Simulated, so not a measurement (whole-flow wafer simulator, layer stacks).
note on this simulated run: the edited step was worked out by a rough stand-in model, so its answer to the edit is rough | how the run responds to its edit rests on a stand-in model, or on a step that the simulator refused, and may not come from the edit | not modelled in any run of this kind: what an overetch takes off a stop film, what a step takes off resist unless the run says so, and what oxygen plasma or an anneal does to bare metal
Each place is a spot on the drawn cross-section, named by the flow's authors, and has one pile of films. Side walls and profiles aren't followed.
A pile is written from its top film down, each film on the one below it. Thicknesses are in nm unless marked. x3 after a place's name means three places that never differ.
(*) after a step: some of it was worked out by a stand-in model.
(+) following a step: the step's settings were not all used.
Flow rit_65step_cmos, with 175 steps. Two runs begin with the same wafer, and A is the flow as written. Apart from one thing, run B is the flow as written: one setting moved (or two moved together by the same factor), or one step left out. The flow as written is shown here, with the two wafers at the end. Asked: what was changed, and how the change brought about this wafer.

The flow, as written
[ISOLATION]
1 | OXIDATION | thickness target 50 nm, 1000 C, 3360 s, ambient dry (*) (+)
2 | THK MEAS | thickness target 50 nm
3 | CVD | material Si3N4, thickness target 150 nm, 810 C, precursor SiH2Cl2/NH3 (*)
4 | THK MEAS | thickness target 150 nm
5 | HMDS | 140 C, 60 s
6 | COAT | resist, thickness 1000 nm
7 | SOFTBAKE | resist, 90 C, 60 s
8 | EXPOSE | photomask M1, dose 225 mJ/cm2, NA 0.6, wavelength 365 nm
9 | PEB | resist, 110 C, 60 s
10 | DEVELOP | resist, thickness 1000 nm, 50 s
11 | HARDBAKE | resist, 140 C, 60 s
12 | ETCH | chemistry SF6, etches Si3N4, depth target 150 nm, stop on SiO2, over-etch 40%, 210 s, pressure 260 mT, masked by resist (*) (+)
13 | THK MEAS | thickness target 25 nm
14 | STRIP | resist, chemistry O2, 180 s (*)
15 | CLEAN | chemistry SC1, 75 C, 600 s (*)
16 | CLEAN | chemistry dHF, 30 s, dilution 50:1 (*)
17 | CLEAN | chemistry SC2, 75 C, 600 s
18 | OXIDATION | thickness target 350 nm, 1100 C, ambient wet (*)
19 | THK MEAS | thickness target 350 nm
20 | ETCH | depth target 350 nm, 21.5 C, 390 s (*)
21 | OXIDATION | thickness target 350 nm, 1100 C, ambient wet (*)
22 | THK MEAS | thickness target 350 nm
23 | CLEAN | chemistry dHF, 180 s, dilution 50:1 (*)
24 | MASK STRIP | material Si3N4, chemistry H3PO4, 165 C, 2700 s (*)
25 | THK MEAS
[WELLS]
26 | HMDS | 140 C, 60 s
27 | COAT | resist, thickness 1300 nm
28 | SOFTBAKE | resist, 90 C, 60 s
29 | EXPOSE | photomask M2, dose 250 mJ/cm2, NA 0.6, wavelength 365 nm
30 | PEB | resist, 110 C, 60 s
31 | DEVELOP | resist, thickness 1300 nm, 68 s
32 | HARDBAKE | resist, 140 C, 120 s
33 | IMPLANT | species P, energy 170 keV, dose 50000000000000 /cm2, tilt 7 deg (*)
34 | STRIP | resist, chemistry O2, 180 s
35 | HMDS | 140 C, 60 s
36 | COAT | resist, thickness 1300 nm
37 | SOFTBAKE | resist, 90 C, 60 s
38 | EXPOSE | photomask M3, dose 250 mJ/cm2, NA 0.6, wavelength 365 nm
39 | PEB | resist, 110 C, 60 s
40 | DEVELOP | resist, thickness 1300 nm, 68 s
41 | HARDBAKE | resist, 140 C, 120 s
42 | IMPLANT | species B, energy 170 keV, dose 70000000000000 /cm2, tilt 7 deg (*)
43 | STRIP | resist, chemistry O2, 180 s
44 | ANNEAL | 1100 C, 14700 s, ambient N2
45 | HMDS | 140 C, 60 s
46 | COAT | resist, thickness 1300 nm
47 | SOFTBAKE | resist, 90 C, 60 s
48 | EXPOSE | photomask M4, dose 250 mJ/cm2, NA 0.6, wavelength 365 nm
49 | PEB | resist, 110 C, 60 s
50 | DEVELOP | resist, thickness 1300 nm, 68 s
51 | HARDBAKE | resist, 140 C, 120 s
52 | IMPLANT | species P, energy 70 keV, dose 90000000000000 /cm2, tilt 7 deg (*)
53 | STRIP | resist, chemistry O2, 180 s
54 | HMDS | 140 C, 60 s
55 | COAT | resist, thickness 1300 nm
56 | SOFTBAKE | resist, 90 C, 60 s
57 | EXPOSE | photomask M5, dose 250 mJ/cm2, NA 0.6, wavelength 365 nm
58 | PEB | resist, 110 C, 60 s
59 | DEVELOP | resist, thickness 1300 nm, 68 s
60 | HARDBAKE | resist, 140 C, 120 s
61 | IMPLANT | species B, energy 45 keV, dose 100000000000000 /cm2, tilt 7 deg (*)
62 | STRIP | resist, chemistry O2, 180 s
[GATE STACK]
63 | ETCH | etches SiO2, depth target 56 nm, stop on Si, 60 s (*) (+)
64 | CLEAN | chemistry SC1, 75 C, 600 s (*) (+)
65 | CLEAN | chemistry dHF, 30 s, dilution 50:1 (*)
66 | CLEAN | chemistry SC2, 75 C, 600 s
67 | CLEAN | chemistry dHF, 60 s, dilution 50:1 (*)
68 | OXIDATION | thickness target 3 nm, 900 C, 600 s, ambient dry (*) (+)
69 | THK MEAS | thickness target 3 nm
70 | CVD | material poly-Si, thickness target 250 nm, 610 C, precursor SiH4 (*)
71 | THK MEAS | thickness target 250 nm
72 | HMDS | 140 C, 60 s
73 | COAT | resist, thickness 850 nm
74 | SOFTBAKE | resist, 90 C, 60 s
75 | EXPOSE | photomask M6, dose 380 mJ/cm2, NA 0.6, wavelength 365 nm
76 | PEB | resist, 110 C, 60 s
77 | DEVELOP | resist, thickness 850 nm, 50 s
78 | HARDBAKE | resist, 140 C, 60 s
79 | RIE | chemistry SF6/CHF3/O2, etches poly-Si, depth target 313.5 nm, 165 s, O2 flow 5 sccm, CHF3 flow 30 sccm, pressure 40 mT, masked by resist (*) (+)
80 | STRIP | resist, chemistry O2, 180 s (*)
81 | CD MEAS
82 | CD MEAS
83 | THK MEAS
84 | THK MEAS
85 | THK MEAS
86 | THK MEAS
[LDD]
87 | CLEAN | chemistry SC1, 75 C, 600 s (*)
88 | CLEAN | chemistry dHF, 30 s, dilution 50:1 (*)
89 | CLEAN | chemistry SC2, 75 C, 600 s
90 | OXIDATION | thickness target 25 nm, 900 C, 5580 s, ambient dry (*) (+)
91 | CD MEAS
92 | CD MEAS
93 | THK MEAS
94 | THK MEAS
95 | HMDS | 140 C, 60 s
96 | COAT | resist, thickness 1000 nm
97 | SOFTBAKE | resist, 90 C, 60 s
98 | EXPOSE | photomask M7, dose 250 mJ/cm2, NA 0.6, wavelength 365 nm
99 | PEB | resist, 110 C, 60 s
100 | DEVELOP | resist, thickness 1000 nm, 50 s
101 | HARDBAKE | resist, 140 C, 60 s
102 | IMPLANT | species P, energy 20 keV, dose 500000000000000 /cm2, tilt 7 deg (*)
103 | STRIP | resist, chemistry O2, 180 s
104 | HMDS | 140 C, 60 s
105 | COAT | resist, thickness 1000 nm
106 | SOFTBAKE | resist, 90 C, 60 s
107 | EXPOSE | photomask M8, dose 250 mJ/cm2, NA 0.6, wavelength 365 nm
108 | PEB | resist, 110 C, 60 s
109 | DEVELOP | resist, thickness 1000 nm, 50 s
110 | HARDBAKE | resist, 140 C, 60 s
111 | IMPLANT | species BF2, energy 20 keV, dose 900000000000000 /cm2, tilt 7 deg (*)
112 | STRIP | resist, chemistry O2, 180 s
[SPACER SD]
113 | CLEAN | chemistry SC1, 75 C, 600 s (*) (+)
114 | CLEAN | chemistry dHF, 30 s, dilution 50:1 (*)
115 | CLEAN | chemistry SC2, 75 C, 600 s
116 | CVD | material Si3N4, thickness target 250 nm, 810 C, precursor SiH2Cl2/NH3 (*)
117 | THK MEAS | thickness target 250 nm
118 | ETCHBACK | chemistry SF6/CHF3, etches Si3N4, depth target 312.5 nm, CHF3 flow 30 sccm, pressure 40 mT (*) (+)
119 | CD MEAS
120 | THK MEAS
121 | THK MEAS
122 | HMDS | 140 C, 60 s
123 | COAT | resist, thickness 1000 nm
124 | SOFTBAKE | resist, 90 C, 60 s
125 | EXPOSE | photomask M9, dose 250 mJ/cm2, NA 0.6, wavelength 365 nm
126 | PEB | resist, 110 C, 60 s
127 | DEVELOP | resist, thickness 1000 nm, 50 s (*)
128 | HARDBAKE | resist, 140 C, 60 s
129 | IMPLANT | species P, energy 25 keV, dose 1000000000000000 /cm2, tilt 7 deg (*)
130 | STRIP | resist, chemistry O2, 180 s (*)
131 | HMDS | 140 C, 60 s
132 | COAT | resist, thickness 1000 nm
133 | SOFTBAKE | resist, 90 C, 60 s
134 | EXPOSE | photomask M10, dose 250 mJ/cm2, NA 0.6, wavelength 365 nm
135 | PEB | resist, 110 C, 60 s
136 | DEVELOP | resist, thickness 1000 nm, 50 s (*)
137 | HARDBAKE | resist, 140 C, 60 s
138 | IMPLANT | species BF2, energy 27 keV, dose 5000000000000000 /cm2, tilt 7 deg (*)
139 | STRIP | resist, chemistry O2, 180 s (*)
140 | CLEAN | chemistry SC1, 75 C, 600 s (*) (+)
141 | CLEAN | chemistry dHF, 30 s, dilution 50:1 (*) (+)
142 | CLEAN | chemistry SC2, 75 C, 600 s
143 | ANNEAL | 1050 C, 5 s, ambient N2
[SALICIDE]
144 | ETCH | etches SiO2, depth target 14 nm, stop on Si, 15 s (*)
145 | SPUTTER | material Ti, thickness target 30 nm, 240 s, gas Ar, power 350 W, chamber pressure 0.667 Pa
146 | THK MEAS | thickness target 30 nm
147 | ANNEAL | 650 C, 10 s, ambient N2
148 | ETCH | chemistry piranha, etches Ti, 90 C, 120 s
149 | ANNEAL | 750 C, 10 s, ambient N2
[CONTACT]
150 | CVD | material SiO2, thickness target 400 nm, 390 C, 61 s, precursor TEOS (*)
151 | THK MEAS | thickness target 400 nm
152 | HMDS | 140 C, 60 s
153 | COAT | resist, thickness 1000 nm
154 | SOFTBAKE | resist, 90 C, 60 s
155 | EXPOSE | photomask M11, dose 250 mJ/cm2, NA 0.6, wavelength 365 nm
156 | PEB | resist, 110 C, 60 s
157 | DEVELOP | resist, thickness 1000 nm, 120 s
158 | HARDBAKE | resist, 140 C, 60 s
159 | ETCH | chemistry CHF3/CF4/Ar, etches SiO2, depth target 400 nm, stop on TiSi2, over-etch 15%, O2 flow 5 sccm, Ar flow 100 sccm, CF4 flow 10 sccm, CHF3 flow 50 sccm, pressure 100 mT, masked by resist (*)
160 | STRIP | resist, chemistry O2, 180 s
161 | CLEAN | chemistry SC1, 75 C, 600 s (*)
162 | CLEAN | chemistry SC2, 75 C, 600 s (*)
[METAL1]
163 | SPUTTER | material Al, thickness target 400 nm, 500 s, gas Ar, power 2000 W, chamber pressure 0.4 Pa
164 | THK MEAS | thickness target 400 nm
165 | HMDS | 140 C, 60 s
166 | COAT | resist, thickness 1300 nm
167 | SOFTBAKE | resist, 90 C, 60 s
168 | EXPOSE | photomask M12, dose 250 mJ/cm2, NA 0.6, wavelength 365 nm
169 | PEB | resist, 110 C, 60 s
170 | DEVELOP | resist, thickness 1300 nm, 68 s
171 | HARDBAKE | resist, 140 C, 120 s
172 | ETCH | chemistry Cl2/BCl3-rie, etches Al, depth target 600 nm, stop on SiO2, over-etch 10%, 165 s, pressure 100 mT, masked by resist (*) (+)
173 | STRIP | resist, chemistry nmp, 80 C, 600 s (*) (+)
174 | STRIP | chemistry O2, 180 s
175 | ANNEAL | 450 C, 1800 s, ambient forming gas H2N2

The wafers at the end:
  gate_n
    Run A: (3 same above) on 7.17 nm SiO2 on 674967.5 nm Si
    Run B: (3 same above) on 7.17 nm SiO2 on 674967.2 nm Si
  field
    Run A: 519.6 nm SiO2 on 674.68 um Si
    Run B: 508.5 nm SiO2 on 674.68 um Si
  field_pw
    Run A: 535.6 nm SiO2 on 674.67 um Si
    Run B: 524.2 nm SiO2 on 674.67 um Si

The reason: step 63, ETCH: 72 s was run, while the flow as written has 60 s.

How this came from the change, step by step:
  63 | ETCH | etches SiO2, depth target 56 nm, stop on Si, 60 s (*) (+)
      field, field_pw, field_nw, field_p: A SiO2 loses 56 | B SiO2 loses 67.2
